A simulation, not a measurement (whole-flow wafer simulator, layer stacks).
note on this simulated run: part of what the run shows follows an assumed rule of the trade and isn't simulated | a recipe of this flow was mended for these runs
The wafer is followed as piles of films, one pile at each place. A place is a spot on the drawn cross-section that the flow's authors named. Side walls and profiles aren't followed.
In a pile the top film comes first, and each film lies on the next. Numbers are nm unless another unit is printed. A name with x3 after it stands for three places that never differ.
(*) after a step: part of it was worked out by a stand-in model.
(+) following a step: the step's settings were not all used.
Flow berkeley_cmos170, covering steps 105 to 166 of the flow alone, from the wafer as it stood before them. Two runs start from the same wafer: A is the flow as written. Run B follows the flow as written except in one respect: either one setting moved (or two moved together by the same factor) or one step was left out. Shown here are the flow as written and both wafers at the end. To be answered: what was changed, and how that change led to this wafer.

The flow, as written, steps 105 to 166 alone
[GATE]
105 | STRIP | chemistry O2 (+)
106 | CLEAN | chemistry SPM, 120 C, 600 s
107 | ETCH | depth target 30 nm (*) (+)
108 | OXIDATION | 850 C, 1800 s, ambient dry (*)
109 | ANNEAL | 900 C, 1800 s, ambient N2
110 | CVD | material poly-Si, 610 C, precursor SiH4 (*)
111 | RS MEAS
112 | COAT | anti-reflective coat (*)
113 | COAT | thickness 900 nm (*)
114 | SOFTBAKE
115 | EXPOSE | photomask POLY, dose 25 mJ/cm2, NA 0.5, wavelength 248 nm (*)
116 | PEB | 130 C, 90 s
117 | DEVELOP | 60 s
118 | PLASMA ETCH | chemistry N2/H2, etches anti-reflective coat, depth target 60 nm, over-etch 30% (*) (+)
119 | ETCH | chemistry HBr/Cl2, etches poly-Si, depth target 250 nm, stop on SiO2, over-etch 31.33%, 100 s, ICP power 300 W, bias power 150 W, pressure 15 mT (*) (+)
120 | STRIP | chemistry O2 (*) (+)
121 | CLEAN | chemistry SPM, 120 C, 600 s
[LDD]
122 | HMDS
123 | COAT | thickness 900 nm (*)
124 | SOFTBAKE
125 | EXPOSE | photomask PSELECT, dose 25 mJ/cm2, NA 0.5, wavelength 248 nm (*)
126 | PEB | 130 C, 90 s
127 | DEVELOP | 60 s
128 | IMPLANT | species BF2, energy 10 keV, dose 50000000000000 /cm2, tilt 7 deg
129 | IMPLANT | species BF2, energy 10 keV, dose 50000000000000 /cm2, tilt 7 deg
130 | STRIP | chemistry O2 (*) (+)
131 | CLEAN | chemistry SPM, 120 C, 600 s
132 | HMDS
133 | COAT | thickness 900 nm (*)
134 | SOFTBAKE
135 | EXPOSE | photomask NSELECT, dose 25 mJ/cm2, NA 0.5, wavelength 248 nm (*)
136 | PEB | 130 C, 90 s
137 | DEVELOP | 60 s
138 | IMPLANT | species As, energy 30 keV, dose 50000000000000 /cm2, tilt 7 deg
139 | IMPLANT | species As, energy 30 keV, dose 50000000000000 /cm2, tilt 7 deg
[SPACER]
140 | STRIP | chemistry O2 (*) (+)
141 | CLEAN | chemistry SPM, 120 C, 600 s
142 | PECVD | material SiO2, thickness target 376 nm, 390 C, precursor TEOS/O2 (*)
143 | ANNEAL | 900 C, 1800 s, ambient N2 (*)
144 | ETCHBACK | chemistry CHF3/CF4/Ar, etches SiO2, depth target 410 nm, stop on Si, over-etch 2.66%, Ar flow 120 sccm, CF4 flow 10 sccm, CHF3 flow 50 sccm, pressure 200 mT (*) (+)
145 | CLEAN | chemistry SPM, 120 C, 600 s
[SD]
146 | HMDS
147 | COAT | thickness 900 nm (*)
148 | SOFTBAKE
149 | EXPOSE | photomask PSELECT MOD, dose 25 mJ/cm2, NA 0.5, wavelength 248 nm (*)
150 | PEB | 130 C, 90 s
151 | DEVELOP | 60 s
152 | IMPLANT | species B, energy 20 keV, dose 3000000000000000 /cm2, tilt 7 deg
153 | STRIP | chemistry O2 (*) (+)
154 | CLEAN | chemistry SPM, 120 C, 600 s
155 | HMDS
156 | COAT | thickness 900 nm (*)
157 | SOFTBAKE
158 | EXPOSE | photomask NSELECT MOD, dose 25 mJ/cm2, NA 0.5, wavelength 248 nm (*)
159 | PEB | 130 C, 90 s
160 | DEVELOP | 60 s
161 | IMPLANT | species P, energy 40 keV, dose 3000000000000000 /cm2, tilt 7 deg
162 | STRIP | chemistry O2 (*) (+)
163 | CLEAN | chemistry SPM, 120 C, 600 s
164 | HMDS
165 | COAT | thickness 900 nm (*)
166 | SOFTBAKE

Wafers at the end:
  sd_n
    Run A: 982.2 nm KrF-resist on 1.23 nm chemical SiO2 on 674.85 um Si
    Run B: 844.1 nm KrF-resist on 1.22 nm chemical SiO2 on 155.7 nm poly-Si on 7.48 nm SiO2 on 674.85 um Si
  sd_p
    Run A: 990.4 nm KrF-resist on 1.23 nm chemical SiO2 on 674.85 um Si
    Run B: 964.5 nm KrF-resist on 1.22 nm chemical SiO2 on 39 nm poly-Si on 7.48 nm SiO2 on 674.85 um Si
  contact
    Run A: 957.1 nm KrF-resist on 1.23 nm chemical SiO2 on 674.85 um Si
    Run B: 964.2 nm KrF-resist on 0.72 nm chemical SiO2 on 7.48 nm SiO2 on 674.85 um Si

What caused this: step 118, PLASMA ETCH: chemistry N2/H2, etches anti-reflective coat, depth target 60 nm, over-etch 30% (*) (+), was skipped.

The path from the change to this, step by step:
  119 | ETCH | chemistry HBr/Cl2, etches poly-Si, depth target 250 nm, stop on SiO2, over-etch 31.33%, 100 s, ICP power 300 W, bias power 150 W, pressure 15 mT (*) (+)
      field: A poly-Si loses 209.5 (all of it), SiO2 loses 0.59 | B anti-reflective coat loses 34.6 (all of it), poly-Si loses 213.7 (all of it), SiO2 loses 0.26
      mark: A poly-Si loses 210.1 (all of it), SiO2 loses 0.59 | B anti-reflective coat loses 60 (all of it), poly-Si loses 213.7 (all of it), SiO2 loses 0.03
      (also at 9 further places)
  120 | STRIP | chemistry O2 (*) (+)
      sd_n, sd_p, contact, via1, via2: A nothing | B chemical SiO2 gains 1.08 (new film), poly-Si loses 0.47
      gate_n: A chemical SiO2 gains 0.78 (new film), KrF-resist loses 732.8 (all of it), anti-reflective coat loses 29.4 (all of it), poly-Si loses 0.34 | B chemical SiO2 gains 0.82 (new film), KrF-resist loses 893.7 (all of it), anti-reflective coat loses 29.4 (all of it), poly-Si loses 0.36
      (also at 1 further place)
  123 | COAT | thickness 900 nm (*)
      field: A KrF-resist gains 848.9 (new film) | B KrF-resist gains 883 (new film)
      sd_n: A KrF-resist gains 996.7 (new film) | B KrF-resist gains 861.3 (new film)
      (also at 5 further places)
  127 | DEVELOP | 60 s
      sd_p: A KrF-resist loses 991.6 (all of it) | B KrF-resist loses 969.3 (all of it)
      spacer_p: A KrF-resist loses 988 (all of it) | B KrF-resist loses 1010.2 (all of it)
      (also at 1 further place)
  130 | STRIP | chemistry O2 (*) (+)
      sd_n: A KrF-resist loses 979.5 (all of it) | B KrF-resist loses 844.4 (all of it), chemical SiO2 gains 0.09, poly-Si loses 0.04
      field: A KrF-resist loses 832.1 (all of it) | B KrF-resist loses 866.1 (all of it)
      (also at 2 further places)
  133 | COAT | thickness 900 nm (*)
      field: A KrF-resist gains 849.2 (new film) | B KrF-resist gains 883 (new film)
      sd_n: A KrF-resist gains 996.6 (new film) | B KrF-resist gains 861.2 (new film)
      (also at 5 further places)
  137 | DEVELOP | 60 s
      sd_n: A KrF-resist loses 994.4 (all of it) | B KrF-resist loses 859.3 (all of it)
      spacer_n: A KrF-resist loses 992.7 (all of it) | B KrF-resist loses 1054 (all of it)
      (also at 1 further place)
  140 | STRIP | chemistry O2 (*) (+)
      sd_p: A KrF-resist loses 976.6 (all of it) | B KrF-resist loses 954.1 (all of it), chemical SiO2 gains 0.05
      gate_p: A KrF-resist loses 760.5 (all of it), chemical SiO2 gains 0.07 | B KrF-resist loses 782.3 (all of it), chemical SiO2 gains 0.07, poly-Si loses 0.03
      (also at 2 further places)
  142 | PECVD | material SiO2, thickness target 376 nm, 390 C, precursor TEOS/O2 (*)
      sd_n, sd_p, contact, via1, via2: A SiO2 gains 376 | B SiO2 gains 376 (new film)
      spacer_n: A SiO2 gains 376 | B SiO2 gains 537.3
      (also at 1 further place)
  143 | ANNEAL | 900 C, 1800 s, ambient N2 (*)
      spacer_n: A SiO2 loses 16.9 | B SiO2 loses 24.2
      spacer_p: A SiO2 loses 16.9 | B SiO2 loses 18.3
  144 | ETCHBACK | chemistry CHF3/CF4/Ar, etches SiO2, depth target 410 nm, stop on Si, over-etch 2.66%, Ar flow 120 sccm, CF4 flow 10 sccm, CHF3 flow 50 sccm, pressure 200 mT (*) (+)
      sd_n, sd_p, contact, via2: A SiO2 loses 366 (all of it), Si loses 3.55 | B SiO2 loses 359.1 (all of it), chemical SiO2 loses 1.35 (all of it), poly-Si loses 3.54
      via1: A SiO2 loses 366 (all of it), Si loses 3.55 | B SiO2 loses 359.1 (all of it), chemical SiO2 loses 1.35 (all of it), poly-Si loses 2.67 (all of it)
      (also at 2 further places)
  145 | CLEAN | chemistry SPM, 120 C, 600 s
      via1: A chemical SiO2 gains 0.8 (new film), Si loses 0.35 | B nothing
  147 | COAT | thickness 900 nm (*)
      field: A KrF-resist gains 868 (new film) | B KrF-resist gains 900.2 (new film)
      sd_n: A KrF-resist gains 982.3 (new film) | B KrF-resist gains 844.3 (new film)
      (also at 5 further places)
  151 | DEVELOP | 60 s
      sd_p: A KrF-resist loses 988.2 (all of it) | B KrF-resist loses 962.4 (all of it)
      spacer_p: A KrF-resist loses 813.2 (all of it) | B KrF-resist loses 836.5 (all of it)
      (also at 1 further place)
  153 | STRIP | chemistry O2 (*) (+)
      sd_n: A KrF-resist loses 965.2 (all of it), chemical SiO2 gains 0.17, Si loses 0.07 | B KrF-resist loses 827.5 (all of it), chemical SiO2 gains 0.17, poly-Si loses 0.07
      gate_n: A KrF-resist loses 771.3 (all of it), chemical SiO2 gains 0.17, poly-Si loses 0.07 | B KrF-resist loses 828.3 (all of it), chemical SiO2 gains 0.17
      (also at 2 further places)
  156 | COAT | thickness 900 nm (*)
      field: A KrF-resist gains 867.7 (new film) | B KrF-resist gains 900.2 (new film)
      sd_n: A KrF-resist gains 982.3 (new film) | B KrF-resist gains 844.2 (new film)
      (also at 5 further places)
  ... 2 other steps ...
  165 | COAT | thickness 900 nm (*)
      field: A KrF-resist gains 867.7 (new film) | B KrF-resist gains 900.2 (new film)
      sd_n: A KrF-resist gains 982.2 (new film) | B KrF-resist gains 844.1 (new film)
      (also at 5 further places)
